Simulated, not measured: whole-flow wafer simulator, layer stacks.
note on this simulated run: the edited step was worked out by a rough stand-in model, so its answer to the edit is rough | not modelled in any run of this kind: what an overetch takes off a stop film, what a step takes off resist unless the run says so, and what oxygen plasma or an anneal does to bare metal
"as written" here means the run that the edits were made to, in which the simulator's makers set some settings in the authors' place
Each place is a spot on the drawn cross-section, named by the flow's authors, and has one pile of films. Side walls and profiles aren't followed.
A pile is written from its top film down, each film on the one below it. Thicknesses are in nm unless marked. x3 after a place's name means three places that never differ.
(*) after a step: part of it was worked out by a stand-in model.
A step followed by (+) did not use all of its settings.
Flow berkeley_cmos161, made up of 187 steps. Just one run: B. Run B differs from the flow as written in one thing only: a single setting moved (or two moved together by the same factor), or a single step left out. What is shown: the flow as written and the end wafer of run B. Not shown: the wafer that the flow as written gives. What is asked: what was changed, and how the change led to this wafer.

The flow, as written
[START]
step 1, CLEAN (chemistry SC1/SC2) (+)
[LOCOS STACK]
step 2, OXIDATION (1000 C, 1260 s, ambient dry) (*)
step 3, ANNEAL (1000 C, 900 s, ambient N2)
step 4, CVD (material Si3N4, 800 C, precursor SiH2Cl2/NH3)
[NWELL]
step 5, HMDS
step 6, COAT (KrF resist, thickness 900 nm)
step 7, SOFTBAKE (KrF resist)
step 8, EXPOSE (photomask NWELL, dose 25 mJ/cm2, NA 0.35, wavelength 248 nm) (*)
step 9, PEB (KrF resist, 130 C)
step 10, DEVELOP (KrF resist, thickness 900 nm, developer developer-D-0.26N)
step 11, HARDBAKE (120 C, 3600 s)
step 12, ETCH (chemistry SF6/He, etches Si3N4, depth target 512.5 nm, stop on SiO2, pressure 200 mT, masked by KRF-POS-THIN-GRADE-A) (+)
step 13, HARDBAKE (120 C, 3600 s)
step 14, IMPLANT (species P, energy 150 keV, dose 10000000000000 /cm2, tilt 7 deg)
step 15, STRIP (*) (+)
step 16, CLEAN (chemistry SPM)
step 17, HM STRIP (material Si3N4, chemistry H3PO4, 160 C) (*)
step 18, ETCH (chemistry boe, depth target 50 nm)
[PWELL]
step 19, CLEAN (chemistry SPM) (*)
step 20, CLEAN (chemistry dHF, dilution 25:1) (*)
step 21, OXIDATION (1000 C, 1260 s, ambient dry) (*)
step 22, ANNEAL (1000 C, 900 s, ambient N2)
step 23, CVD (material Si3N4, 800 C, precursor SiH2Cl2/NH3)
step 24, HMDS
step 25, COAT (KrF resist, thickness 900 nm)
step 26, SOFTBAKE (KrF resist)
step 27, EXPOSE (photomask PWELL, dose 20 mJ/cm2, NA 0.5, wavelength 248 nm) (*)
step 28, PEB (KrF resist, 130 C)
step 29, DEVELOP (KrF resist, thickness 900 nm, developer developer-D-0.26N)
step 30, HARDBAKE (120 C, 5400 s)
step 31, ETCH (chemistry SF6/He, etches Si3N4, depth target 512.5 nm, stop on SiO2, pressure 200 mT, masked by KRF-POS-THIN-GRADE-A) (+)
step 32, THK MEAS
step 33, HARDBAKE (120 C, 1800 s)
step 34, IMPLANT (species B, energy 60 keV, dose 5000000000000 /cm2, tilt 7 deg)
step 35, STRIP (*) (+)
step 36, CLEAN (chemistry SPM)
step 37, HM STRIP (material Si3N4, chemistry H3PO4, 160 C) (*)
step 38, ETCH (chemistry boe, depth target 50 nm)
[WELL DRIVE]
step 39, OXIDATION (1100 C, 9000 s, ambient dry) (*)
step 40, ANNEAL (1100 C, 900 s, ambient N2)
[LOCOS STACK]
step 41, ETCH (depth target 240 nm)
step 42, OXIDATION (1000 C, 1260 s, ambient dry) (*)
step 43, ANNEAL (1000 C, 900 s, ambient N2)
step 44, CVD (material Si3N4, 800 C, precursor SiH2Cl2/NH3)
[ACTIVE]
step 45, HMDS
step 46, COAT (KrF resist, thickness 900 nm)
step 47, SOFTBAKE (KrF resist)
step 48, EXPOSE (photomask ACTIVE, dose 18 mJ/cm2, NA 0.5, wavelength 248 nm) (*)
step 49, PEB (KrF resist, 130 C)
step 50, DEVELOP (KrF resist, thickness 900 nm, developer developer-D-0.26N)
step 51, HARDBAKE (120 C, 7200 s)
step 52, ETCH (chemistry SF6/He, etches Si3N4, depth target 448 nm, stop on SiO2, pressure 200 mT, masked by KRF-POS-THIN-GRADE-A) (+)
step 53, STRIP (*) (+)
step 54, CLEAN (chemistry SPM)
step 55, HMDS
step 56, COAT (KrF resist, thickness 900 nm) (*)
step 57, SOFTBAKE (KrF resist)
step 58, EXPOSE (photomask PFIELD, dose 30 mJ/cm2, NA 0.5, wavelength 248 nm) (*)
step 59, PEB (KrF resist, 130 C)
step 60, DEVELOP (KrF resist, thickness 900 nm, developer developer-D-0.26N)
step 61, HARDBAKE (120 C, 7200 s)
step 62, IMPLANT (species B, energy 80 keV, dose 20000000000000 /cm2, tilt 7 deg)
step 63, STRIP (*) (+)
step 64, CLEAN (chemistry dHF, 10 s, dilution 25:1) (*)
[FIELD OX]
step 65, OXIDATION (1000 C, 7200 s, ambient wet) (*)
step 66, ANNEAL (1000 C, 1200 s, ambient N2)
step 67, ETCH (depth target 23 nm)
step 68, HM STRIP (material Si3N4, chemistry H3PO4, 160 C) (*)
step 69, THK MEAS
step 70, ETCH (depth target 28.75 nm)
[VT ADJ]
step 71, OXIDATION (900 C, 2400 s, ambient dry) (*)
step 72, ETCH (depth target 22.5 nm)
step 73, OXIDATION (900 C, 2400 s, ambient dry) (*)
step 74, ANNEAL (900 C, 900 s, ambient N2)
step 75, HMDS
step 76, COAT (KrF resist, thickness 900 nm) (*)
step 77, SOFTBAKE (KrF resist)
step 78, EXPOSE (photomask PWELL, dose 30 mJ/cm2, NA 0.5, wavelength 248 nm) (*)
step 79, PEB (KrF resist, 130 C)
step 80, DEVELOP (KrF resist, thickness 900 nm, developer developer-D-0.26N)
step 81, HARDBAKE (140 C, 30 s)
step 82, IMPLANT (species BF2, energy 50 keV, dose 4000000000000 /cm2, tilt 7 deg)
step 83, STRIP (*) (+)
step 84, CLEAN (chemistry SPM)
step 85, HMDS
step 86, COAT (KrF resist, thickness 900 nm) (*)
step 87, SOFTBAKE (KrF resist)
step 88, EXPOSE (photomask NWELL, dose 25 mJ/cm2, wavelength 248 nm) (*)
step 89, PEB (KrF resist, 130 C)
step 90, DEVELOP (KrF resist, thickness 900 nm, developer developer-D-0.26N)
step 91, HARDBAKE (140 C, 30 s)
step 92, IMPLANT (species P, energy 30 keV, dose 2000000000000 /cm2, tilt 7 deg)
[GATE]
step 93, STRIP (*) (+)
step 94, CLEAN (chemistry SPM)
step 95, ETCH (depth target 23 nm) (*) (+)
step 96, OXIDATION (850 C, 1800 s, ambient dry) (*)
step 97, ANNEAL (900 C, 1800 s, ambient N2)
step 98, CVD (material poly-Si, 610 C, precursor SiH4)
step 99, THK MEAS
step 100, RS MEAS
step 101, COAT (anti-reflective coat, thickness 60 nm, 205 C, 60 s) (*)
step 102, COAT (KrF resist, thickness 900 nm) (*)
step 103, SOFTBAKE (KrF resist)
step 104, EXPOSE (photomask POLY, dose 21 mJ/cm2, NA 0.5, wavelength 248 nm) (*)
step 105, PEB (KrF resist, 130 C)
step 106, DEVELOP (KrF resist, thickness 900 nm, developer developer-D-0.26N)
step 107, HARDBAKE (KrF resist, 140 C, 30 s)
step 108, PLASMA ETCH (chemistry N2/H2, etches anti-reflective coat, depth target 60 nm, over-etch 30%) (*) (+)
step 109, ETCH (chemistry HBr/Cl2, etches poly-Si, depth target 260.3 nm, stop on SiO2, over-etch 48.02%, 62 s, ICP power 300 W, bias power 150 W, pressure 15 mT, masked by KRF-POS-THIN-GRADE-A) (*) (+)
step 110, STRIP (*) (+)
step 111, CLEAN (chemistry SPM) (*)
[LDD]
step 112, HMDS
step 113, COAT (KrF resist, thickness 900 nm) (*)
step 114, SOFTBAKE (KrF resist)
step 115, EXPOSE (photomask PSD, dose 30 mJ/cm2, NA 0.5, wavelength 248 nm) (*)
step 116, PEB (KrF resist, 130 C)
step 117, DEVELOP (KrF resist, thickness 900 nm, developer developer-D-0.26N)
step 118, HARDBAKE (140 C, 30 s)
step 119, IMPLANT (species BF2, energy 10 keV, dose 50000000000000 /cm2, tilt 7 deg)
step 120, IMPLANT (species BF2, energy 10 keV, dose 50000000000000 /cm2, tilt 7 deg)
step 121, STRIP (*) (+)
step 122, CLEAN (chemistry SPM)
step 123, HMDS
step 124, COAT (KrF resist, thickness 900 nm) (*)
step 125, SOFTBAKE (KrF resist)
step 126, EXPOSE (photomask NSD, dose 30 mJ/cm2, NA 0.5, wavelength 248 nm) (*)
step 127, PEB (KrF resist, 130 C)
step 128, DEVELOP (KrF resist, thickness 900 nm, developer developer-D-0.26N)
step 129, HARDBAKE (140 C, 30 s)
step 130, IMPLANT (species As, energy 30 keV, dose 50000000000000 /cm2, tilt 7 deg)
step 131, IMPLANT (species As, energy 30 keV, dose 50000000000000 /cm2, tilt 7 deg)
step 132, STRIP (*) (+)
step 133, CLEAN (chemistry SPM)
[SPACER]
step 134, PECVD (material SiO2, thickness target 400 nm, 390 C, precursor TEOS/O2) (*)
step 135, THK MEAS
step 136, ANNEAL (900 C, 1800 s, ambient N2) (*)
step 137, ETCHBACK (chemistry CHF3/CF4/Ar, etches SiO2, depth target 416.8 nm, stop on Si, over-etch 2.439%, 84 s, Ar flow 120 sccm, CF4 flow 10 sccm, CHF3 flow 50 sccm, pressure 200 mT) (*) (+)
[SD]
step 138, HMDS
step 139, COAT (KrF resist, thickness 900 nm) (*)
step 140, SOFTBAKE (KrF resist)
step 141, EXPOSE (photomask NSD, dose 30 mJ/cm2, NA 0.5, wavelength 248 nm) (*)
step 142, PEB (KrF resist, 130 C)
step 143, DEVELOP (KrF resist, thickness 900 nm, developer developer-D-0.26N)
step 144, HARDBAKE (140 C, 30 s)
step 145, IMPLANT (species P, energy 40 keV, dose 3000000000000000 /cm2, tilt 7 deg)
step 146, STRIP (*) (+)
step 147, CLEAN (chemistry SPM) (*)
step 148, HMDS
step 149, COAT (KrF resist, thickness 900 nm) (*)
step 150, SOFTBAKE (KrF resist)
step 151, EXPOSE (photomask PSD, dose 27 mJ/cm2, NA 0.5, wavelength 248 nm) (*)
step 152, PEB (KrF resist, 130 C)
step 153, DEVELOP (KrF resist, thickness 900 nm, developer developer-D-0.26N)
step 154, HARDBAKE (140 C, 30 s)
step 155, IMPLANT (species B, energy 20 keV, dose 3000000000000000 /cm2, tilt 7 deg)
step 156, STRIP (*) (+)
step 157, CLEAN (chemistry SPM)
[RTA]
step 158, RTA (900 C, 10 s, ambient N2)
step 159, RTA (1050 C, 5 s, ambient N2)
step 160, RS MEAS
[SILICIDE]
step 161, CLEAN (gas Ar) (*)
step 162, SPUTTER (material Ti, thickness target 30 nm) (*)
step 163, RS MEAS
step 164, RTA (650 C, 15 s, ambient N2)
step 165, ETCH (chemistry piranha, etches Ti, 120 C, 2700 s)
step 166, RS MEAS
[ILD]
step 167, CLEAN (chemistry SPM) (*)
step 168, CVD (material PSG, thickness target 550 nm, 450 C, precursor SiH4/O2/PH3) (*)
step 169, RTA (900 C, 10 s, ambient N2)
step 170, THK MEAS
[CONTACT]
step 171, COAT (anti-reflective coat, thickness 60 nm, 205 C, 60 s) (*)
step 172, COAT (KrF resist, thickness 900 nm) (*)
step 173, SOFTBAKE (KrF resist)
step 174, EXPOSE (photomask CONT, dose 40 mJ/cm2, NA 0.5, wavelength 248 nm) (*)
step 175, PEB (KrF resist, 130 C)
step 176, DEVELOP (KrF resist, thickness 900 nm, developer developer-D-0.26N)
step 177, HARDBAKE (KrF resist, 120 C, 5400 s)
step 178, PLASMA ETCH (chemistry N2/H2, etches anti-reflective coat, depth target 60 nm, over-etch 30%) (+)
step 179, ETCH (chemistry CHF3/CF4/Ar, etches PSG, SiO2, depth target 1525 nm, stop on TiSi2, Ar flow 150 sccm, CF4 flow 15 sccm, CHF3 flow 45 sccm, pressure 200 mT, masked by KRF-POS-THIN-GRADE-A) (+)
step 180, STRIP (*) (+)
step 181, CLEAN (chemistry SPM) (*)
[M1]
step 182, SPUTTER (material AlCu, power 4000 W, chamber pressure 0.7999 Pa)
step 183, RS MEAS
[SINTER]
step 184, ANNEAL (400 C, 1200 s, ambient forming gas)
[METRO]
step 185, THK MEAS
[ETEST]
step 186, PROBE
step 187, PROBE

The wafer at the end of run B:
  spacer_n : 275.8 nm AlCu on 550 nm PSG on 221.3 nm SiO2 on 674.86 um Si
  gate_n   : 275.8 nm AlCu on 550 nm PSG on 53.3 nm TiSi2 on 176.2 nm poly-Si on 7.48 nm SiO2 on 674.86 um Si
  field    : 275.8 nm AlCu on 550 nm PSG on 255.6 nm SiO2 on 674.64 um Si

Cause: step 134, PECVD: thickness target 240 nm was run, whereas the flow has thickness target 400 nm.

Step by step, how the change led to this:
  step 134, PECVD (material SiO2, thickness target 400 nm, 390 C, precursor TEOS/O2) (*)
      field, sd_n, contact, m1: +240 SiO2 (it would be, as written: +400 SiO2)
      spacer_n, sd_p, spacer_p: +231.4 SiO2 (it would be, as written: +385 SiO2)
      (and at 2 other places as well)
  step 136, ANNEAL (900 C, 1800 s, ambient N2) (*)
      field, sd_n, gate_n, gate_p, contact, m1: -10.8 SiO2 (it would be, as written: -18 SiO2)
      spacer_n, sd_p, spacer_p: -10.4 SiO2 (it would be, as written: -17.3 SiO2)
  step 137, ETCHBACK (chemistry CHF3/CF4/Ar, etches SiO2, depth target 416.8 nm, stop on Si, over-etch 2.439%, 84 s, Ar flow 120 sccm, CF4 flow 10 sccm, CHF3 flow 50 sccm, pressure 200 mT) (*) (+)
      spacer_n, spacer_p: nothing (it would be, as written: -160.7 SiO2)
      gate_n, gate_p: -229.2 SiO2 (all of it), -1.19 chemical SiO2 (all of it), -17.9 poly-Si (it would be, as written: -382 SiO2 (all of it), -1.19 chemical SiO2 (all of it), -3.98 poly-Si)
      (and at 4 other places as well)
  step 139, COAT (KrF resist, thickness 900 nm) (*)
      field: +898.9 KrF resist (new film) (it would be, as written: +863.9 KrF resist (new film))
      sd_n: +922 KrF resist (new film) (it would be, as written: +1008.1 KrF resist (new film))
      (and at 7 other places as well)
  step 143, DEVELOP (KrF resist, thickness 900 nm, developer developer-D-0.26N)
      sd_n: -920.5 KrF resist (all of it) (it would be, as written: -1006.5 KrF resist (all of it))
      spacer_n: -743.9 KrF resist (all of it) (it would be, as written: -815.5 KrF resist (all of it))
      (and at 2 other places as well)
  step 144, HARDBAKE (140 C, 30 s)
      field: -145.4 KrF resist (it would be, as written: -139.8 KrF resist)
      sd_p: -153.1 KrF resist (it would be, as written: -163.7 KrF resist)
      (and at 3 other places as well)
  step 146, STRIP (*) (+)
      field: -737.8 KrF resist (all of it) (it would be, as written: -708.5 KrF resist (all of it))
      sd_p: +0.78 chemical SiO2 (new film), -776.8 KrF resist (all of it), -0.35 Si (it would be, as written: +0.8 chemical SiO2 (new film), -832.5 KrF resist (all of it), -0.35 Si)
      (and at 3 other places as well)
  step 149, COAT (KrF resist, thickness 900 nm) (*)
      field: +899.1 KrF resist (new film) (it would be, as written: +864.1 KrF resist (new film))
      sd_n: +921.7 KrF resist (new film) (it would be, as written: +1007.8 KrF resist (new film))
      (and at 7 other places as well)
  step 153, DEVELOP (KrF resist, thickness 900 nm, developer developer-D-0.26N)
      sd_p: -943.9 KrF resist (all of it) (it would be, as written: -1010.3 KrF resist (all of it))
      spacer_p: -743.3 KrF resist (all of it) (it would be, as written: -808.8 KrF resist (all of it))
      (and at 1 other place as well)
  step 154, HARDBAKE (140 C, 30 s)
      field: -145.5 KrF resist (it would be, as written: -139.8 KrF resist)
      sd_n: -149.2 KrF resist (it would be, as written: -163 KrF resist)
      (and at 4 other places as well)
  step 156, STRIP (*) (+)
      field: -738 KrF resist (all of it) (it would be, as written: -708.6 KrF resist (all of it))
      sd_n: -756.8 KrF resist (all of it), +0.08 chemical SiO2 (it would be, as written: -828.9 KrF resist (all of it), +0.08 chemical SiO2)
      (and at 4 other places as well)
  step 168, CVD (material PSG, thickness target 550 nm, 450 C, precursor SiH4/O2/PH3) (*)
      sd_p: +550 PSG (new film) (it would be, as written: +521.9 PSG (new film))
  step 171, COAT (anti-reflective coat, thickness 60 nm, 205 C, 60 s) (*)
      field: +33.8 anti-reflective coat (new film) (it would be, as written: +38.5 anti-reflective coat (new film))
      sd_n: +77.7 anti-reflective coat (new film) (it would be, as written: +149.7 anti-reflective coat (new film))
      (and at 5 other places as well)
  step 172, COAT (KrF resist, thickness 900 nm) (*)
      field: +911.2 KrF resist (new film) (it would be, as written: +883.8 KrF resist (new film))
      spacer_n: +767.9 KrF resist (new film) (it would be, as written: +853.8 KrF resist (new film))
      (and at 6 other places as well)
  step 176, DEVELOP (KrF resist, thickness 900 nm, developer developer-D-0.26N)
      contact: -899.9 KrF resist (all of it) (it would be, as written: -977.7 KrF resist (all of it))
  step 178, PLASMA ETCH (chemistry N2/H2, etches anti-reflective coat, depth target 60 nm, over-etch 30%) (+)
      field, sd_n, spacer_n, gate_n, sd_p, spacer_p, gate_p, m1: -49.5 KrF resist (it would be, as written: -44.3 KrF resist)
      contact: -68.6 anti-reflective coat (all of it), -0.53 PSG (it would be, as written: -61.4 anti-reflective coat (all of it), -0.47 PSG)
  ... and 1 more step ...
  step 182, SPUTTER (material AlCu, power 4000 W, chamber pressure 0.7999 Pa)
      sd_p: +275.8 AlCu (new film) (it would be, as written: +234.7 AlCu (new film))
